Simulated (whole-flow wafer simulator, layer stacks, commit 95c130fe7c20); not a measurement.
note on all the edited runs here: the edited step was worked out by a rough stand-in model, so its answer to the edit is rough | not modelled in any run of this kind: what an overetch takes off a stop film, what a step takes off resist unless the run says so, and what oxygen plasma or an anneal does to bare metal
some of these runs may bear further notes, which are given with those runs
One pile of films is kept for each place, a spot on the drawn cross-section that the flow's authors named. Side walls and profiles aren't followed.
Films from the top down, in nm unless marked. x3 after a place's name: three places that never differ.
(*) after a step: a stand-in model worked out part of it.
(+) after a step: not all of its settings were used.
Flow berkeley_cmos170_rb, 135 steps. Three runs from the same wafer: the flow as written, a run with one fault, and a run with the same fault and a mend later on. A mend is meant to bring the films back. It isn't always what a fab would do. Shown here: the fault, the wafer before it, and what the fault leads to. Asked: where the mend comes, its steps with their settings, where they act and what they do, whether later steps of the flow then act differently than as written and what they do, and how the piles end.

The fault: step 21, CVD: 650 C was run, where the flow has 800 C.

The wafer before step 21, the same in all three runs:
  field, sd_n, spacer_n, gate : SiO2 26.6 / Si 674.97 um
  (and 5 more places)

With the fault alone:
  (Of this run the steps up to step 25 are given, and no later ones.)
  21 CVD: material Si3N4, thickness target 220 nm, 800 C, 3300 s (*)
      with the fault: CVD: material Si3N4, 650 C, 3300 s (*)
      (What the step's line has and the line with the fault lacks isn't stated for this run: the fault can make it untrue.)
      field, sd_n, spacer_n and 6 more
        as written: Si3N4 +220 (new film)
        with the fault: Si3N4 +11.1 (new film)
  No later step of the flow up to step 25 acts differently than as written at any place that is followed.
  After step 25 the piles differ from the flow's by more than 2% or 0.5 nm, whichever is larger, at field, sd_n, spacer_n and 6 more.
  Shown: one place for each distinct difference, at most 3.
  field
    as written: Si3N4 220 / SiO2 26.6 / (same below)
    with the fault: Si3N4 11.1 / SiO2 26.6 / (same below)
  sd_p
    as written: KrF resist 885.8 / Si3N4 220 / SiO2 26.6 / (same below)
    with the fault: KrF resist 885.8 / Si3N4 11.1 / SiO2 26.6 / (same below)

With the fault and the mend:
  The mend comes after step 25.
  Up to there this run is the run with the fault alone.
  25a STRIP (*) (+)
      sd_p, spacer_p, gate_p, m1
        KrF resist -885.8 (all of it)
  25b CLEAN (*) (the flow's step 18 once more)
      changes no film at any place that is followed
  25c CVD: material Si3N4, thickness target 208.9 nm, 800 C, 3134 s (*) (the flow's step 21 once more, with other settings)
      field, sd_n, spacer_n and 6 more
        Si3N4 +208.9
  25d COAT: KrF resist, thickness 900 nm (the flow's step 22 once more)
      field, sd_n, spacer_n and 6 more
        KrF resist +900 (new film)
  25e EXPOSE: photomask PWELL (the flow's step 23 once more)
      changes no film at any place that is followed
  25f PEB: 130 C, 60 s (*) (the flow's step 24 once more)
      changes no film at any place that is followed
  25g DEVELOP: developer developer-D-0.26N, 45 s (the flow's step 25 once more)
      field, sd_n, spacer_n, gate, contact
        KrF resist -900 (all of it)
      sd_p, spacer_p, gate_p, m1
        KrF resist -14.2
  No later step of the flow acts differently than as written, at any place that is followed, by more than 2% or 0.5 nm, whichever is larger.
  At the end the piles are the same as the flow's at every place that both follow.
